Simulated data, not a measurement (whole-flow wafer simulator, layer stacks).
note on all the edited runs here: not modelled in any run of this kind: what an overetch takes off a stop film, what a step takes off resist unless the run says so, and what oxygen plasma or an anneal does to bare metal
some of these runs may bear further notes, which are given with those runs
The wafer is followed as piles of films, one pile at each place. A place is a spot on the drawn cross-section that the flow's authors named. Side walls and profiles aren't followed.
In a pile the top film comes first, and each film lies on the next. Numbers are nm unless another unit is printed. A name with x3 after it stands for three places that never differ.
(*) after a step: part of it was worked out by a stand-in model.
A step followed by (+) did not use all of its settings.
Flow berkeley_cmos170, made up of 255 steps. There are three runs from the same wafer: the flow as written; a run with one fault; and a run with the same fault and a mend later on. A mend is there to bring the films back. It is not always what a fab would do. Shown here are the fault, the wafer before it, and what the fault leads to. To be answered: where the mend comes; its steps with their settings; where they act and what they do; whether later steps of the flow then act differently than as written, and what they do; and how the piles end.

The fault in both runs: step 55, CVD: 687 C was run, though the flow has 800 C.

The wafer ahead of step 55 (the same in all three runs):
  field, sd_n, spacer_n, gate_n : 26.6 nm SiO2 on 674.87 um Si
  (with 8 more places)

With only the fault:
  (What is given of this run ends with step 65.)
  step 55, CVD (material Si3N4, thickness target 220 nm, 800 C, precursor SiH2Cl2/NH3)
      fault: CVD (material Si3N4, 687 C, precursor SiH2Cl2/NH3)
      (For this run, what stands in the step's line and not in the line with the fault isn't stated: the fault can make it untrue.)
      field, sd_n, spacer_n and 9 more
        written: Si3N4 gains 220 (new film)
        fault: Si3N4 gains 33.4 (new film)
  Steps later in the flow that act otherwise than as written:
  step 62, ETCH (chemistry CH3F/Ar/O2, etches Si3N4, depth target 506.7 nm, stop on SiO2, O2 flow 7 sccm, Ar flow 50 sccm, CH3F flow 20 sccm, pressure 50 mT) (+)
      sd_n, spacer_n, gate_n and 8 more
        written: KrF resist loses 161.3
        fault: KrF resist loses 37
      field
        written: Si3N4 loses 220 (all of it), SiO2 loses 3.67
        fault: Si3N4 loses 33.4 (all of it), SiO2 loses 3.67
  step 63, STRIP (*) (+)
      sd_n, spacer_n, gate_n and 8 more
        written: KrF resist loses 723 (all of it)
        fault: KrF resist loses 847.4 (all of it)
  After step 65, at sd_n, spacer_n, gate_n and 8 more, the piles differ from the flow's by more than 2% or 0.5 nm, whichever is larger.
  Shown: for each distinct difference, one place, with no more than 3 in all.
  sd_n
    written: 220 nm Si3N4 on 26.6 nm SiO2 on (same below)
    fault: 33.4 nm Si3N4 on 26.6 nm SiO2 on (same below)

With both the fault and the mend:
  After step 61 comes the mend.
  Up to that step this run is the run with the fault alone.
  step 61a, STRIP (*) (+)
      sd_n, spacer_n, gate_n and 8 more
        KrF resist loses 884.4 (all of it)
  step 61b, CLEAN (chemistry SPM)
      alters no film at any place that is followed
  step 61c, CVD (material Si3N4, thickness target 187 nm, 800 C, precursor SiH2Cl2/NH3) (a further turn of the flow's step 55, with different settings)
      field, sd_n, spacer_n and 9 more
        Si3N4 gains 187
  step 61d, HMDS (a further turn of the flow's step 56)
      alters no film at any place that is followed
  step 61e, COAT (KrF resist, thickness 900 nm) (a further turn of the flow's step 57)
      field, sd_n, spacer_n and 9 more
        KrF resist gains 900 (new film)
  step 61f, SOFTBAKE (KrF resist) (a further turn of the flow's step 58)
      alters no film at any place that is followed
  step 61g, EXPOSE (photomask ACTIVE, dose 20 mJ/cm2, NA 0.5, wavelength 248 nm) (*) (a further turn of the flow's step 59)
      alters no film at any place that is followed
  step 61h, PEB (KrF resist, 130 C) (a further turn of the flow's step 60)
      field, sd_n, spacer_n and 9 more
        KrF resist loses 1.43
  step 61i, DEVELOP (KrF resist, thickness 900 nm, developer developer-D-0.26N) (a further turn of the flow's step 61)
      sd_n, spacer_n, gate_n and 8 more
        KrF resist loses 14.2
      field
        KrF resist loses 898.6 (all of it)
  None of the later steps of the flow differs from how it acts as written, at any place that is followed, by more than 2% or 0.5 nm, whichever is larger.
  At the end the piles are close to the flow's at the places that both follow, differing by at most 2% or 0.5 nm, whichever is larger.
